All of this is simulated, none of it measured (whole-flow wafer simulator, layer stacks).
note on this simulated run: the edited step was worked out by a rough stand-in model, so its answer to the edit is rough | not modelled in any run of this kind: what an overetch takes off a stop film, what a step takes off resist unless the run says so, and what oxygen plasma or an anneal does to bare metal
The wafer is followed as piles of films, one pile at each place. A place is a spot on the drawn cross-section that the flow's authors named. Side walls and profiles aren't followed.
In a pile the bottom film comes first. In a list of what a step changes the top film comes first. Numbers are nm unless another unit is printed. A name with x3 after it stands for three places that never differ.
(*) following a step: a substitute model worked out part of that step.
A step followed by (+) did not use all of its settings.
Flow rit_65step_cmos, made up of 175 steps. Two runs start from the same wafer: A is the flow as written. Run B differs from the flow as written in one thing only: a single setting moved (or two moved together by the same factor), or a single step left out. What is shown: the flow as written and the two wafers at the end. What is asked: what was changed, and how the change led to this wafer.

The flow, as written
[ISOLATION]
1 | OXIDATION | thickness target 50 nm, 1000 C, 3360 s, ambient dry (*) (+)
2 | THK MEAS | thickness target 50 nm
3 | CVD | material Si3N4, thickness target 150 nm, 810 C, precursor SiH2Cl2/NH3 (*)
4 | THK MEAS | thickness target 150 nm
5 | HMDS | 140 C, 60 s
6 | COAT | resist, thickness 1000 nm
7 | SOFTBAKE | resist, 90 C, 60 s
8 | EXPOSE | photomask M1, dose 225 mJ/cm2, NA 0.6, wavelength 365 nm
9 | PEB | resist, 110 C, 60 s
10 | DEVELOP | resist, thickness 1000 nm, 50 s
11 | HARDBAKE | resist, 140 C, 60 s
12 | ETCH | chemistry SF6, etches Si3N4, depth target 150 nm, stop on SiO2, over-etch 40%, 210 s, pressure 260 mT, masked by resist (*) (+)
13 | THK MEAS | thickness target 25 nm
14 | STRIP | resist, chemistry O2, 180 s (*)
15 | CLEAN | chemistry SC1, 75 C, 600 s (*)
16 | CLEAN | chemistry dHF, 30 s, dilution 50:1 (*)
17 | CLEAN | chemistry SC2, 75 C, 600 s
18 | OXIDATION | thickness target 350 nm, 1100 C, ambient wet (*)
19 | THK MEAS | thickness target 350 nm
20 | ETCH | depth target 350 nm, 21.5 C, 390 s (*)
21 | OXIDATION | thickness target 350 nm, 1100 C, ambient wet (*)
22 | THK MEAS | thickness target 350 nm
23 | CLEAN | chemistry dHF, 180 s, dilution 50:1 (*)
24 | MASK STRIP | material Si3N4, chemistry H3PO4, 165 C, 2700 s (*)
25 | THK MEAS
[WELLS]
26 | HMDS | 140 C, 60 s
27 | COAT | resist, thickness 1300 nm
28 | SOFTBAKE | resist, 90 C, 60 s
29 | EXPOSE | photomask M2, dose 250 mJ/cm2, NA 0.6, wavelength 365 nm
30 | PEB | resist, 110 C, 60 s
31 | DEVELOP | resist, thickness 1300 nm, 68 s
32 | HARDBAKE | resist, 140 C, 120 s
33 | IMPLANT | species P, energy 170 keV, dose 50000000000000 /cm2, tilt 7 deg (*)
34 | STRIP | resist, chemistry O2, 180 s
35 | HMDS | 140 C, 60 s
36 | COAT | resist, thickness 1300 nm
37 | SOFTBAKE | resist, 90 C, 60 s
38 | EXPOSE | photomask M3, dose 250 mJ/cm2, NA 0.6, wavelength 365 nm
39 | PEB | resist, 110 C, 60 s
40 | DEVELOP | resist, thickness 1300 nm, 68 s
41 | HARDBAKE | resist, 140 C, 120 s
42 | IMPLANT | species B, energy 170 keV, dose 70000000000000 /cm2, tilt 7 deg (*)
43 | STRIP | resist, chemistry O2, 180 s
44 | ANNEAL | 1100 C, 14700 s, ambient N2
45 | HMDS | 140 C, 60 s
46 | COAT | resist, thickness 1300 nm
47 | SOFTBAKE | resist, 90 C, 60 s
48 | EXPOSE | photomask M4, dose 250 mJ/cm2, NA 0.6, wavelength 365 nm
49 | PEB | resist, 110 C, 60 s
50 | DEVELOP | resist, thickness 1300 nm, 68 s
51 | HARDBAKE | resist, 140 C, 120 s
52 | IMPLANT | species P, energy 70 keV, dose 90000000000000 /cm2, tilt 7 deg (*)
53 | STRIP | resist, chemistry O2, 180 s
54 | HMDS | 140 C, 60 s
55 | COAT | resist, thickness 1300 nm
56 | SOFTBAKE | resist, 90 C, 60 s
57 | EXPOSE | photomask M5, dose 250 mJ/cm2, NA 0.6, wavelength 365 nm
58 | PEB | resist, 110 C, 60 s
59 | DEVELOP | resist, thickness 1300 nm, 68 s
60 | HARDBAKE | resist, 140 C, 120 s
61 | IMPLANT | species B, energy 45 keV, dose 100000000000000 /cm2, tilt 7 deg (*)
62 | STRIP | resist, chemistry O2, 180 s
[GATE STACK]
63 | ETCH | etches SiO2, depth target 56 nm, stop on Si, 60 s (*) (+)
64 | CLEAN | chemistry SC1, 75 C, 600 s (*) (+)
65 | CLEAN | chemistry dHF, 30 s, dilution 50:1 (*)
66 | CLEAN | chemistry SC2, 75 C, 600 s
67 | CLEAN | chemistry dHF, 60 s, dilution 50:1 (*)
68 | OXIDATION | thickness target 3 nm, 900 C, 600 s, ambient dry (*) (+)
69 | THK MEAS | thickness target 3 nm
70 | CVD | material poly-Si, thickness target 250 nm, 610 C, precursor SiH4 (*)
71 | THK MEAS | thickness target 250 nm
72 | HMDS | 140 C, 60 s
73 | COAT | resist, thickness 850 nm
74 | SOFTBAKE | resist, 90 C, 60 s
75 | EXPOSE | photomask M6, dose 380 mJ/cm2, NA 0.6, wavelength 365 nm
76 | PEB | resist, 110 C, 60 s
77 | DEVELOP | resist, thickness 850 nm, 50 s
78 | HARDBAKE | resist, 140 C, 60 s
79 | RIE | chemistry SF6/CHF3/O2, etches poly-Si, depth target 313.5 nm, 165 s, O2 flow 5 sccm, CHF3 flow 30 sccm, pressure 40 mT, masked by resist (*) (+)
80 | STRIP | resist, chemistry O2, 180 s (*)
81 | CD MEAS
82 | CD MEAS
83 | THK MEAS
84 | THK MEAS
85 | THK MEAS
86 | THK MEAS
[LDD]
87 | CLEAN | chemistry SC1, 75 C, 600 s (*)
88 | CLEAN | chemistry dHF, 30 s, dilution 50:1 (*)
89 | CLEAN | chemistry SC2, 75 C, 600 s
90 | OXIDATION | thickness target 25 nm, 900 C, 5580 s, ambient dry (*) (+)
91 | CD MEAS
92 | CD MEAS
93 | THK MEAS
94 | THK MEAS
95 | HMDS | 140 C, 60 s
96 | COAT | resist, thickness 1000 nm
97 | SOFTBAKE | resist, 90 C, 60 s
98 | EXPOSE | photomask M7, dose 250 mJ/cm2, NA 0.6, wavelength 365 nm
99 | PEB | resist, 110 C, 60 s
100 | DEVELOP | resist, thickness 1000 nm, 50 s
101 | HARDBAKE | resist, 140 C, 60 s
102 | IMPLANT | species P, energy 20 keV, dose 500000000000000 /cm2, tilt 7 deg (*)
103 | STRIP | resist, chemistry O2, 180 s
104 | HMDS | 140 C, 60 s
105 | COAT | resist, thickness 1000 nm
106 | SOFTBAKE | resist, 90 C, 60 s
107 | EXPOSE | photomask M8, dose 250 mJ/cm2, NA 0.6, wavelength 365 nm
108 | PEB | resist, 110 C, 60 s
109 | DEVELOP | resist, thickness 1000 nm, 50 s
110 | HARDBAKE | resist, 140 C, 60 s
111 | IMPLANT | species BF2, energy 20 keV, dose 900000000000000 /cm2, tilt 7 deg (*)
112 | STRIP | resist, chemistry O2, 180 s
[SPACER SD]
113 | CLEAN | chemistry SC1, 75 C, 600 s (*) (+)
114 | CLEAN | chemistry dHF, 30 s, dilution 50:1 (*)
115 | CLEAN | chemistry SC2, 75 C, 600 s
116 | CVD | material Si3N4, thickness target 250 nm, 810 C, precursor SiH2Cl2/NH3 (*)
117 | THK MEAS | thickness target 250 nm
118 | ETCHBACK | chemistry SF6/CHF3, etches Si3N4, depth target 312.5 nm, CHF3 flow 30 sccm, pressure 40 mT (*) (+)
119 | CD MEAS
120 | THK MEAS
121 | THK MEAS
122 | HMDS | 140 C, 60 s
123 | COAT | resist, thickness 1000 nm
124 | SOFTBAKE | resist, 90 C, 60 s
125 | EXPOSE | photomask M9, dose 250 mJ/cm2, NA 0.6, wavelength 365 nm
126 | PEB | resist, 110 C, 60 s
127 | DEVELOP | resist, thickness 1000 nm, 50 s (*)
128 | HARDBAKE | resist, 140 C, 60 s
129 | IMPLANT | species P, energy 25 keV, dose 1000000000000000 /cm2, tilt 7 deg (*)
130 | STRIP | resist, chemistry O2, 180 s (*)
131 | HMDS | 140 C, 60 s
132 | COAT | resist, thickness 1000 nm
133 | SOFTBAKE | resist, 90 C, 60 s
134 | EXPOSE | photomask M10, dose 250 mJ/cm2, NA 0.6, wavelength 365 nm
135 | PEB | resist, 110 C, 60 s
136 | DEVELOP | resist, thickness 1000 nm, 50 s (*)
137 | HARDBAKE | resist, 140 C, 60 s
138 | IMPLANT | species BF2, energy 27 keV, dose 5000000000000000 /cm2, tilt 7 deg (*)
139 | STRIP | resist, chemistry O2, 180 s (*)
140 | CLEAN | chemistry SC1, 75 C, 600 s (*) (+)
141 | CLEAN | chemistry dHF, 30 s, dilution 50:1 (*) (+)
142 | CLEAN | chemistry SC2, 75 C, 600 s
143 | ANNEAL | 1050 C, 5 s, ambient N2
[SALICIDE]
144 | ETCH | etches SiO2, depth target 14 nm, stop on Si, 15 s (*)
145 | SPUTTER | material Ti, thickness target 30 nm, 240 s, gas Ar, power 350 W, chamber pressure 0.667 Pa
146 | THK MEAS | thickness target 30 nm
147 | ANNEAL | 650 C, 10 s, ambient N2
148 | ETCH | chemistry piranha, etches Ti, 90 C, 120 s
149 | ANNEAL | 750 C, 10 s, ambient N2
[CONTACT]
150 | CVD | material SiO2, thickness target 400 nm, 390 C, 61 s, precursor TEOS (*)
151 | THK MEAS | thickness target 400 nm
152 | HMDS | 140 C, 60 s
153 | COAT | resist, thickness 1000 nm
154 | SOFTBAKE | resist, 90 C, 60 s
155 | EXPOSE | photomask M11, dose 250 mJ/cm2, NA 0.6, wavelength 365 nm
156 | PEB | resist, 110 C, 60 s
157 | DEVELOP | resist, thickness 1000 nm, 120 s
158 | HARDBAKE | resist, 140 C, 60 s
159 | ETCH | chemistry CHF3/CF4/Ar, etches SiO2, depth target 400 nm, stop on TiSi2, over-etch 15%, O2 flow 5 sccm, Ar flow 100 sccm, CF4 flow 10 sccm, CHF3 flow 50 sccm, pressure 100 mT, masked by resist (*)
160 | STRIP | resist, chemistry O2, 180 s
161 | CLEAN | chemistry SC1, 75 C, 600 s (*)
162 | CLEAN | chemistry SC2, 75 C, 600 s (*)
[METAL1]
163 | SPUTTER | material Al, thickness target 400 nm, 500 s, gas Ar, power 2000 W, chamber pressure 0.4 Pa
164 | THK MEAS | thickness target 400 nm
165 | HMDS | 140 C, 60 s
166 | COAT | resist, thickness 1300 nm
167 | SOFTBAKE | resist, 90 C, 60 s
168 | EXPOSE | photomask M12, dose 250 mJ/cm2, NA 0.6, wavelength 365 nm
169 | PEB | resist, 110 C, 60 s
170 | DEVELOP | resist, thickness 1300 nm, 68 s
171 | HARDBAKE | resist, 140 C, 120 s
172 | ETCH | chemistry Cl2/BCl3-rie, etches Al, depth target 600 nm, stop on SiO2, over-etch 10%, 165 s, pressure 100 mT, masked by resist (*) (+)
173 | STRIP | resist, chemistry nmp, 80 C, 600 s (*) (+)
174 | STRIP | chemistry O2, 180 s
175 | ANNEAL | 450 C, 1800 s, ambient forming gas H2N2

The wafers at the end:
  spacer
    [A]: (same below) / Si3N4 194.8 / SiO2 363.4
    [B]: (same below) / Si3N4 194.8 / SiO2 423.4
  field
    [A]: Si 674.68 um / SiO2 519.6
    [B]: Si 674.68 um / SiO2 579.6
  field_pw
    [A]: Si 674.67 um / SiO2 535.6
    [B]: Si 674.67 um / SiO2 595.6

The reason: step 150, CVD: thickness target 460 nm was run, while the flow as written has thickness target 400 nm.

The path from the change to this, step by step:
  150 | CVD | material SiO2, thickness target 400 nm, 390 C, 61 s, precursor TEOS (*)
      field, field_pw, field_nw, field_p: A +400 SiO2 | B +460 SiO2
      spacer, spacer_p: A +400 SiO2 (new film) | B +460 SiO2 (new film)
      (and at 2 other places as well)
